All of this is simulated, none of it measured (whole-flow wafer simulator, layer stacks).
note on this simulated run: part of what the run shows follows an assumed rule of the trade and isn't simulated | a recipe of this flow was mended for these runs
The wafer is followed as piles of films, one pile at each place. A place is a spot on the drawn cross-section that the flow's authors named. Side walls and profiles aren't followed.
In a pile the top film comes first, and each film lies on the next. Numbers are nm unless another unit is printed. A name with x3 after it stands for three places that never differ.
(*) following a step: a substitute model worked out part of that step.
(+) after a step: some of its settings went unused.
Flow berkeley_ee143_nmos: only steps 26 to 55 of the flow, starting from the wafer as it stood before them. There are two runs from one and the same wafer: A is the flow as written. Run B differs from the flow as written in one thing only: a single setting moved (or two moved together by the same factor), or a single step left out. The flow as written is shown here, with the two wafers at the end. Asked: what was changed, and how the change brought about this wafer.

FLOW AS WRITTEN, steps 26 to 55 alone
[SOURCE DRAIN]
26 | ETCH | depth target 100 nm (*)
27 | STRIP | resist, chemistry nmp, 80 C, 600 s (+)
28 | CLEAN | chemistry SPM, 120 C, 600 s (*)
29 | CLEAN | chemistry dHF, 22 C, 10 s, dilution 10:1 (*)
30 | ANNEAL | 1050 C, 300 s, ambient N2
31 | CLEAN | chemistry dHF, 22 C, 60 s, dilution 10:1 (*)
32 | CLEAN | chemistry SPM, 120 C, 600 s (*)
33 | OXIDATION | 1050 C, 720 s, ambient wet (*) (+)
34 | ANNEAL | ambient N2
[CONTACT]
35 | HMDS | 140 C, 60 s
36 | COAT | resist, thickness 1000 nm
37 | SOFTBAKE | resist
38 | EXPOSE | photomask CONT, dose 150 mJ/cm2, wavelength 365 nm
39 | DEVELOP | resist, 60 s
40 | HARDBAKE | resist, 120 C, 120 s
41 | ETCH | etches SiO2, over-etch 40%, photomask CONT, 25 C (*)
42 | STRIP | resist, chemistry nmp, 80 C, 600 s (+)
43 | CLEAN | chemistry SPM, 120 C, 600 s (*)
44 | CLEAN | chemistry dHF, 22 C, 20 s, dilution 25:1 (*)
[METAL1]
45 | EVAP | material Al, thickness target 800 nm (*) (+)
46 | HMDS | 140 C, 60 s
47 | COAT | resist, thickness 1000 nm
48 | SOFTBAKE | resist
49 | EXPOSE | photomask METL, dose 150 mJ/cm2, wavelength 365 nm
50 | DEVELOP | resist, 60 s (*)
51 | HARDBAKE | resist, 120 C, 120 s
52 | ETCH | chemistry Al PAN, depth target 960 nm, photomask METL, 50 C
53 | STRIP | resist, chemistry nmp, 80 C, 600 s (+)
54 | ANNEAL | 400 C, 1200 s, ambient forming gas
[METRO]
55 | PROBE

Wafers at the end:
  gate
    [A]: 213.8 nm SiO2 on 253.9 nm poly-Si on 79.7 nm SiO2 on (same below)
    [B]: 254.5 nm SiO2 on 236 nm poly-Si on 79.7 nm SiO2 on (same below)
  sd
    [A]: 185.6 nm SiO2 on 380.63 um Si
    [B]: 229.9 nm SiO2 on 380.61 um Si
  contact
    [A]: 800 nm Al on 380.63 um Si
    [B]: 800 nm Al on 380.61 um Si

The reason: step 33, OXIDATION: 1079 C was run, whereas the flow has 1050 C.

The path from the change to this, step by step:
  33 | OXIDATION | 1050 C, 720 s, ambient wet (*) (+)
      sd, contact: A SiO2 gains 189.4 (new film), chemical SiO2 loses 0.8 (all of it), Si loses 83 | B SiO2 gains 233.8 (new film), chemical SiO2 loses 0.8 (all of it), Si loses 102.5
      gate: A SiO2 gains 217.6 (new film), chemical SiO2 loses 0.8 (all of it), poly-Si loses 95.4 | B SiO2 gains 258.4 (new film), chemical SiO2 loses 0.8 (all of it), poly-Si loses 113.3
      (and at 1 other place as well)
  41 | ETCH | etches SiO2, over-etch 40%, photomask CONT, 25 C (*)
      contact: A SiO2 loses 189.4 (all of it) | B SiO2 loses 233.8 (all of it)
  47 | COAT | resist, thickness 1000 nm
      contact: A resist gains 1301 (new film) | B resist gains 1330.5 (new film)
  51 | HARDBAKE | resist, 120 C, 120 s
      contact: A resist loses 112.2 | B resist loses 114.9
  53 | STRIP | resist, chemistry nmp, 80 C, 600 s (+)
      contact: A resist loses 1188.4 (all of it) | B resist loses 1215.2 (all of it)
